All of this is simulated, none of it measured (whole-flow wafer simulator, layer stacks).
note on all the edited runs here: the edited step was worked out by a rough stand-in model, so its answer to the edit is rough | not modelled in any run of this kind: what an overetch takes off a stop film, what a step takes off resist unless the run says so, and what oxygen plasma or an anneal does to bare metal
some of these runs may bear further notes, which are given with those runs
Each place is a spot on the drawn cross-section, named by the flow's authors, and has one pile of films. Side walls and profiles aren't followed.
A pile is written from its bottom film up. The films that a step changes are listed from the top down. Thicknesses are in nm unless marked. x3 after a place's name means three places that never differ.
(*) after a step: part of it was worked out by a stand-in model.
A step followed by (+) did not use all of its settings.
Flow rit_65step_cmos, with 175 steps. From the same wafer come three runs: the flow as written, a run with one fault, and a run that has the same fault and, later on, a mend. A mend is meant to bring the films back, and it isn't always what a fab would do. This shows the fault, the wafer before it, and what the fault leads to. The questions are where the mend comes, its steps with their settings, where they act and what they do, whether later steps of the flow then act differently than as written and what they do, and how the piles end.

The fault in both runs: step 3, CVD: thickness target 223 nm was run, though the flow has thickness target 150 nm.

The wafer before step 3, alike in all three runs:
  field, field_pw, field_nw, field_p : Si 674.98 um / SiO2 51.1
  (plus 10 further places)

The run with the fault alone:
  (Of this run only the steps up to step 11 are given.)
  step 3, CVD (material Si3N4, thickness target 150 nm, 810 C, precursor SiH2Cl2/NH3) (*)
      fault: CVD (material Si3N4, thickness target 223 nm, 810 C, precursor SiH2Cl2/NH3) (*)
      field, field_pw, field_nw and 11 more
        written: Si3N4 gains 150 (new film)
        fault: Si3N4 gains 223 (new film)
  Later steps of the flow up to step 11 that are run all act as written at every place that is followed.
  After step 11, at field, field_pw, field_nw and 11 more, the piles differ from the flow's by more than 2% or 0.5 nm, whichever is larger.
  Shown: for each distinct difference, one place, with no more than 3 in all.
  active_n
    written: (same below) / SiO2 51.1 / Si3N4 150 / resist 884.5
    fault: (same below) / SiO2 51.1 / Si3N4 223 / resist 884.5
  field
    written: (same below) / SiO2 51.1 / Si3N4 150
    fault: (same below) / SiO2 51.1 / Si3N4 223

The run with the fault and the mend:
  After step 4 comes the mend.
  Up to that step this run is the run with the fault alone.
  step 4a, ETCHBACK (chemistry SF6/CHF3, etches Si3N4, depth target 73 nm, CHF3 flow 30 sccm, pressure 40 mT) (*) (+)
      field, field_pw, field_nw and 11 more
        Si3N4 loses 73
  Later steps of the flow that are run all act as written at every place that is followed.
  At every place that both follow, the piles at the end match the flow's.
